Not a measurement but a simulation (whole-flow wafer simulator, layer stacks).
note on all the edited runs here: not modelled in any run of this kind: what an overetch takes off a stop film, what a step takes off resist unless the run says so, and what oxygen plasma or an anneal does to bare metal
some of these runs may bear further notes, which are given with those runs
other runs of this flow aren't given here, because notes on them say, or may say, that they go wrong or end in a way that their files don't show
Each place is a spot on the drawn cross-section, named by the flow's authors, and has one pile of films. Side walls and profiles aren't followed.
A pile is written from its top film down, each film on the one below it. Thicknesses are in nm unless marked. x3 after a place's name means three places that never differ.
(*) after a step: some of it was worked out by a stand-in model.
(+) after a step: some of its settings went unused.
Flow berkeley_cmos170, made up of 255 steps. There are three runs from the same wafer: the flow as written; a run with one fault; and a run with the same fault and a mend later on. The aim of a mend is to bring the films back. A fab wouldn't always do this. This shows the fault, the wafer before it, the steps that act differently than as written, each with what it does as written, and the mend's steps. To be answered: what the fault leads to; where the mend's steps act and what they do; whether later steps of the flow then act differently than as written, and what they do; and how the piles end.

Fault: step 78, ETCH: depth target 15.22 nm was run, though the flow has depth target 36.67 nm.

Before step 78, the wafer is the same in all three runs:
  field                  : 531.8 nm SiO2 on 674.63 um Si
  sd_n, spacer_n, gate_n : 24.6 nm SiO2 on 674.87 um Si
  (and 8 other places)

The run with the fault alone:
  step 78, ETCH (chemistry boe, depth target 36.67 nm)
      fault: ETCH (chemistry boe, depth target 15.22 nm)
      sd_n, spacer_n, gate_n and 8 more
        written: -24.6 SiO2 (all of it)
        fault: -15.2 SiO2
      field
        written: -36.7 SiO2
        fault: -15.2 SiO2
  Later steps of the flow acting differently than as written (43 more steps, not shown, differ only slightly: by at most 2% or 0.5 nm, whichever is larger):
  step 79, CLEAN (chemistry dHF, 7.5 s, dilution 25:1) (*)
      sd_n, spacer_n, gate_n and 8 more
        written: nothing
        fault: -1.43 SiO2
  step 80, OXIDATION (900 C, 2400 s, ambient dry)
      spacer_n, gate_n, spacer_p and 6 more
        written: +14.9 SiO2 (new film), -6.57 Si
        fault: +12.4 SiO2, -5.46 Si
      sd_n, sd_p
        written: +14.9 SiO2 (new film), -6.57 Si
        fault: +12.4 SiO2, -5.45 Si
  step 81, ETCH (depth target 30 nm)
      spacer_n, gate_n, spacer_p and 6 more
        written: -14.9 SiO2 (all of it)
        fault: -20.3 SiO2 (all of it)
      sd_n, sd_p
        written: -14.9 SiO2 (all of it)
        fault: -20.4 SiO2 (all of it)
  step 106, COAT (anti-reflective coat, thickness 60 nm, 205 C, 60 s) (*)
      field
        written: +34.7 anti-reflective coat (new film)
        fault: +35.5 anti-reflective coat (new film)
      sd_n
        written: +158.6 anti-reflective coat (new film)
        fault: +177.6 anti-reflective coat (new film)
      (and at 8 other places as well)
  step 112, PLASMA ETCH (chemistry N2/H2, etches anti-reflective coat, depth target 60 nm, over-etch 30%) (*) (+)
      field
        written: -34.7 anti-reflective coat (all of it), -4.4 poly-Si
        fault: -35.5 anti-reflective coat (all of it), -5.01 poly-Si
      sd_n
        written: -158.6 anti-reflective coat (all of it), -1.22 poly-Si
        fault: -177.6 anti-reflective coat (all of it), -1.37 poly-Si
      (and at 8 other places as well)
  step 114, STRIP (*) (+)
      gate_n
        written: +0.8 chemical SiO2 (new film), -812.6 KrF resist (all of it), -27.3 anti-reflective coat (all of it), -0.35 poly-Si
        fault: +0.8 chemical SiO2 (new film), -830.8 KrF resist (all of it), -22.6 anti-reflective coat (all of it), -0.35 poly-Si
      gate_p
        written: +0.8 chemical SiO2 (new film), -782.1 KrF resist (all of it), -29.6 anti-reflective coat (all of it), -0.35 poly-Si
        fault: +0.8 chemical SiO2 (new film), -792.2 KrF resist (all of it), -27.2 anti-reflective coat (all of it), -0.35 poly-Si
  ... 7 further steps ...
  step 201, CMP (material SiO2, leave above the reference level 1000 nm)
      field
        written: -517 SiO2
        fault: -537.3 SiO2
  The piles end different from the flow's at field by more than 2% or 0.5 nm, whichever is larger.
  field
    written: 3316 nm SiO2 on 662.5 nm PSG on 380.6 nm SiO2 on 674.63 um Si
    fault: 3295.8 nm SiO2 on 662.5 nm PSG on 401.9 nm SiO2 on 674.63 um Si

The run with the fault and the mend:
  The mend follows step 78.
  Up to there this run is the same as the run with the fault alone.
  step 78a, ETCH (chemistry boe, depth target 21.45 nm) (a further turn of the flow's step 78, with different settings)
      spacer_n, gate_n, spacer_p and 6 more
        -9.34 SiO2 (all of it)
      sd_n, sd_p
        -9.4 SiO2 (all of it)
      field
        -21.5 SiO2
  Every later step of the flow that is run acts as written, at every place that is followed, to within 2% or 0.5 nm, whichever is larger.
  The piles end the same as the flow's at every place that both follow.
